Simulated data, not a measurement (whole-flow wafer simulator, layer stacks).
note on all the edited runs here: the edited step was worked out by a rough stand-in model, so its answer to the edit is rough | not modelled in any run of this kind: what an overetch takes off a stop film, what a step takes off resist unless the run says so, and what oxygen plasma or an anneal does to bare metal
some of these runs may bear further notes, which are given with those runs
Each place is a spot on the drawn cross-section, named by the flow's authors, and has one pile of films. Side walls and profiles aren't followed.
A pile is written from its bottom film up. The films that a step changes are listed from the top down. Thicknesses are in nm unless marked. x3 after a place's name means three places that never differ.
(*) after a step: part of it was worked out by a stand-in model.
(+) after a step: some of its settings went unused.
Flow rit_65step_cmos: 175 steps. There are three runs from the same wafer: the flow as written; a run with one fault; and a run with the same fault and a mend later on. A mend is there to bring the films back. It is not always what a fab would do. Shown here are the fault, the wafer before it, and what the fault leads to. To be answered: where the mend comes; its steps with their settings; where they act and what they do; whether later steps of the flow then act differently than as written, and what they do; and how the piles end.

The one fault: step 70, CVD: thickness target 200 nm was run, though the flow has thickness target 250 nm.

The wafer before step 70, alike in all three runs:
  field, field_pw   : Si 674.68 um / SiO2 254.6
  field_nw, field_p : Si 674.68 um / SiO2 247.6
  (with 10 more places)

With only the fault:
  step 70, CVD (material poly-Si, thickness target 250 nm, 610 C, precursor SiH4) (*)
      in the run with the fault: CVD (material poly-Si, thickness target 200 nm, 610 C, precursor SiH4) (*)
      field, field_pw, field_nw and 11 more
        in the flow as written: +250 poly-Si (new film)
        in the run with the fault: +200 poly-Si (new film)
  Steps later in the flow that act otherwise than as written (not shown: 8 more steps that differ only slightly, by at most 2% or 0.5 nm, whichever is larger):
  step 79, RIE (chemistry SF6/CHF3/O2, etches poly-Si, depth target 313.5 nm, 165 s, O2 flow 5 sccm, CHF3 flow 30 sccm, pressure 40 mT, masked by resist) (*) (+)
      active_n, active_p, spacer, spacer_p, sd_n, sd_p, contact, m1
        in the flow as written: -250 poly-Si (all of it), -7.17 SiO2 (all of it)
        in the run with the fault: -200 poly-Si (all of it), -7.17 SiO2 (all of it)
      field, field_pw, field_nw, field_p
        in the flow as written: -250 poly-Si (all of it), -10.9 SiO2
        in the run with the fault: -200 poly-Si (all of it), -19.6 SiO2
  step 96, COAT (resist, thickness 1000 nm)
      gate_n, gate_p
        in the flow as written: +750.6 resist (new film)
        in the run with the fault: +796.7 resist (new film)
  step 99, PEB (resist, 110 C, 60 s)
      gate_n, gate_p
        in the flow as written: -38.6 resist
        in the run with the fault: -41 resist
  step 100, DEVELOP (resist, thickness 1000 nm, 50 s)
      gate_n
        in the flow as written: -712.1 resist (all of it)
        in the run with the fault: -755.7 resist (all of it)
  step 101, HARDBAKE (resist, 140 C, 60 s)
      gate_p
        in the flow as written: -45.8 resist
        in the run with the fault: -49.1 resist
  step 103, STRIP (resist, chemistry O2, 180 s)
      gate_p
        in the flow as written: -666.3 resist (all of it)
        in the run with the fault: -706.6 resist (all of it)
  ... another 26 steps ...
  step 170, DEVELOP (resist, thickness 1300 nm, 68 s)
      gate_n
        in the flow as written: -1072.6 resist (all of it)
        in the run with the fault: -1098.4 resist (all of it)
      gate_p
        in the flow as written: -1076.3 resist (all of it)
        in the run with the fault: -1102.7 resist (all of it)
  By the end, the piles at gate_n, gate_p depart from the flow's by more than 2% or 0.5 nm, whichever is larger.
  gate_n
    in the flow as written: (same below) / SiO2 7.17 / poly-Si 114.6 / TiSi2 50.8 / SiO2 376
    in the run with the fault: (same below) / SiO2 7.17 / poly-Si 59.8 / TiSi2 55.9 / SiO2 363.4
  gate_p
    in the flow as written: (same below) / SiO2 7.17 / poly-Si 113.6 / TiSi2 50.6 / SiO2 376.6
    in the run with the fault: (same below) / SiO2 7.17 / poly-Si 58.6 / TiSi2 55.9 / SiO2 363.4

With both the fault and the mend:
  The mend stands after step 71.
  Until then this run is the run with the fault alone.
  step 71a, CVD (material poly-Si, thickness target 50 nm, 610 C, precursor SiH4) (*) (a further turn of the flow's step 70, with different settings)
      field, field_pw, field_nw and 11 more
        +50 poly-Si
  None of the later steps of the flow acts differently than as written at any place that is followed.
  At every place that both follow, the piles at the end match the flow's.
